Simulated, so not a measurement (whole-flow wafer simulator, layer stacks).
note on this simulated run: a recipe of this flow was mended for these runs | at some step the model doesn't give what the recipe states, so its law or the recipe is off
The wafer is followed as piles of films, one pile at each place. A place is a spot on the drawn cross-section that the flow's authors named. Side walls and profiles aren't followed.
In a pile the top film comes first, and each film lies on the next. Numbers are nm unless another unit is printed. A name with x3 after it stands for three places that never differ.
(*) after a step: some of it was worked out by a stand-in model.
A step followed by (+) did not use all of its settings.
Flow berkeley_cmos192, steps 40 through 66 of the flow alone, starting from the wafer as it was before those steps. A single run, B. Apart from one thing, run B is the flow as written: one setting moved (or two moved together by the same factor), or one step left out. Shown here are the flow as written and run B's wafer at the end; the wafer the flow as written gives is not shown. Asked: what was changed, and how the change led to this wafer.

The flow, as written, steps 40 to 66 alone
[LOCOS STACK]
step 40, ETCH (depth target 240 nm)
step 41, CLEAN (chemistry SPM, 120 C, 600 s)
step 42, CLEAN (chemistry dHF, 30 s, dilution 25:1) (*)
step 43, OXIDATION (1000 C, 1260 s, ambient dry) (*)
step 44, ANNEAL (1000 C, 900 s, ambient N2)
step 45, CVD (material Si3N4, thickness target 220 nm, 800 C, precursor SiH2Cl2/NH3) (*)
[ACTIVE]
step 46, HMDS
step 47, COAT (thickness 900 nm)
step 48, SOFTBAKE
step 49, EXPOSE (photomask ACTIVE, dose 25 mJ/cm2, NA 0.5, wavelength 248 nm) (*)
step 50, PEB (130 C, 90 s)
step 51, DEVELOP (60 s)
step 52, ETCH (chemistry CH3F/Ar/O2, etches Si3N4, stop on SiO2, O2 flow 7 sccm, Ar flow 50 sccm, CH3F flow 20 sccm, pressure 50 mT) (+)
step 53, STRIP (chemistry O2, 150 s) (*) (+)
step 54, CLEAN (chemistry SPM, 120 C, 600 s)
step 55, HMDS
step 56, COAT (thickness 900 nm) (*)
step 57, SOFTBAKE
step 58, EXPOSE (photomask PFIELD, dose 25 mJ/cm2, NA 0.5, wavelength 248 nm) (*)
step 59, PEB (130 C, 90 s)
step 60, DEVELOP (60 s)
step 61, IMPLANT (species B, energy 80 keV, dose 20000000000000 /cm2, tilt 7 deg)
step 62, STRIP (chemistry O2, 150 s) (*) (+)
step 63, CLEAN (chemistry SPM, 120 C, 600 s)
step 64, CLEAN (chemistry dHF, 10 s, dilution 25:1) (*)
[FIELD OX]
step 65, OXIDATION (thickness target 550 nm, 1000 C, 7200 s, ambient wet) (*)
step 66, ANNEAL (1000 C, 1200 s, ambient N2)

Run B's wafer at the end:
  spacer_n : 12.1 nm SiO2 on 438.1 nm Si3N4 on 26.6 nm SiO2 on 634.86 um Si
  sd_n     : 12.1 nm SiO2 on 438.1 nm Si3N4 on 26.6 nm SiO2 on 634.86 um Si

Cause: step 45, CVD: thickness target 445.5 nm was run, though the flow has thickness target 220 nm.

The path from the change to this, step by step:
  step 45, CVD (material Si3N4, thickness target 220 nm, 800 C, precursor SiH2Cl2/NH3) (*)
      field, sd_n, spacer_n and 6 more: +445.5 Si3N4 (new film) (as written it would have been: +220 Si3N4 (new film))
  step 52, ETCH (chemistry CH3F/Ar/O2, etches Si3N4, stop on SiO2, O2 flow 7 sccm, Ar flow 50 sccm, CH3F flow 20 sccm, pressure 50 mT) (+)
      sd_n, spacer_n, gate, sd_p, spacer_p, gate_p, contact, m1: -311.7 KrF-resist (as written it would have been: -161.3 KrF-resist)
      field: -445.5 Si3N4 (all of it), -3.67 SiO2 (as written it would have been: -220 Si3N4 (all of it), -3.67 SiO2)
  step 53, STRIP (chemistry O2, 150 s) (*) (+)
      sd_n, spacer_n, gate, sd_p, spacer_p, gate_p, contact, m1: -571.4 KrF-resist (all of it) (as written it would have been: -721.7 KrF-resist (all of it))
  step 56, COAT (thickness 900 nm) (*)
      field: +1026.4 KrF-resist (new film) (as written it would have been: +961.2 KrF-resist (new film))
      sd_n: +672.1 KrF-resist (new film) (as written it would have been: +785.2 KrF-resist (new film))
      (also at 7 further places)
  step 60, DEVELOP (60 s)
      field: -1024 KrF-resist (all of it) (as written it would have been: -959 KrF-resist (all of it))
  step 62, STRIP (chemistry O2, 150 s) (*) (+)
      sd_n: -655.7 KrF-resist (all of it) (as written it would have been: -768.5 KrF-resist (all of it))
      spacer_n: -725.9 KrF-resist (all of it) (as written it would have been: -801.2 KrF-resist (all of it))
      (also at 6 further places)
  step 65, OXIDATION (thickness target 550 nm, 1000 C, 7200 s, ambient wet) (*)
      sd_n, sd_p: +12.1 SiO2 (new film), -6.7 Si3N4 (as written it would have been: +12.1 SiO2 (new film), -6.7 Si3N4, +0.06 SiO2, -0.06 Si)
      gate: +12.1 SiO2 (new film), -6.7 Si3N4 (as written it would have been: +12.1 SiO2 (new film), -6.7 Si3N4, +0.05 SiO2, -0.05 Si)
